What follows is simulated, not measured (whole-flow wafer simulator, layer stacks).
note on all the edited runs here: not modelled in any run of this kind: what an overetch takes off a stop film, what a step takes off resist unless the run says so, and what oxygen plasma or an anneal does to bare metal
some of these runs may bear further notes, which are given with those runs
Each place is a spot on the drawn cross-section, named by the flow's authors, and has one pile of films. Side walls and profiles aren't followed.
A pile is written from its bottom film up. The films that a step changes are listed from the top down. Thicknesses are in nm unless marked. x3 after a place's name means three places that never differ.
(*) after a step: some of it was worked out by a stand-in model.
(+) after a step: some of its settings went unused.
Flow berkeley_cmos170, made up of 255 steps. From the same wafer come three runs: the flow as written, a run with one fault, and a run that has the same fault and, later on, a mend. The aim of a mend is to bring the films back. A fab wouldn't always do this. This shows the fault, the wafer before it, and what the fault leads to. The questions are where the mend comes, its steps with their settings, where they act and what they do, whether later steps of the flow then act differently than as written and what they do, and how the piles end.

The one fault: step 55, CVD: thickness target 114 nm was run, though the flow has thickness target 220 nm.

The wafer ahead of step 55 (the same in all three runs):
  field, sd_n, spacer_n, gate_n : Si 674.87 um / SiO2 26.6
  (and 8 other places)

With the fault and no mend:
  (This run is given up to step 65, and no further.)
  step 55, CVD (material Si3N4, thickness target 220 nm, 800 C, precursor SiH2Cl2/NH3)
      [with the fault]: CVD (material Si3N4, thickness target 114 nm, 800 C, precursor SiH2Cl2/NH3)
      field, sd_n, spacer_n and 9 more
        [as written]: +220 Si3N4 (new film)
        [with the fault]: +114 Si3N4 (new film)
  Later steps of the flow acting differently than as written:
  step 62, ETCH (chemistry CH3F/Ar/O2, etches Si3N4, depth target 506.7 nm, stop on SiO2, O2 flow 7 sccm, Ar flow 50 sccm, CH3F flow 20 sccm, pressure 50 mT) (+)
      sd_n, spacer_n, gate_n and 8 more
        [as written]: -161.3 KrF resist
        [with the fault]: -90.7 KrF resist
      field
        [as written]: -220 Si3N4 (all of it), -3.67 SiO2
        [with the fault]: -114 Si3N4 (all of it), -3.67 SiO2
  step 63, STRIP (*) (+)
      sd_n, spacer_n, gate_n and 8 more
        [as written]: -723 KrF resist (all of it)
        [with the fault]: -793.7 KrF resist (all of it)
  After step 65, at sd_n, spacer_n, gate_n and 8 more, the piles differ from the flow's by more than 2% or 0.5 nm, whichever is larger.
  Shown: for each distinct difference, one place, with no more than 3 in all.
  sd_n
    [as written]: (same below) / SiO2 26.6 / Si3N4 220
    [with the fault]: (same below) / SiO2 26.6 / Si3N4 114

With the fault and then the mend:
  The mend stands after step 55.
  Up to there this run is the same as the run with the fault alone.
  step 55a, ETCH (chemistry h3po4, depth target 131.1 nm)
      field, sd_n, spacer_n and 9 more
        -114 Si3N4 (all of it)
  step 55b, CLEAN (chemistry SPM)
      alters no film at any place that is followed
  step 55c, CVD (material Si3N4, thickness target 220 nm, 800 C, precursor SiH2Cl2/NH3) (the flow's step 55, run once more)
      field, sd_n, spacer_n and 9 more
        +220 Si3N4 (new film)
  Every later step of the flow that is run acts as written at every place that is followed.
  The piles end the same as the flow's at every place that both follow.
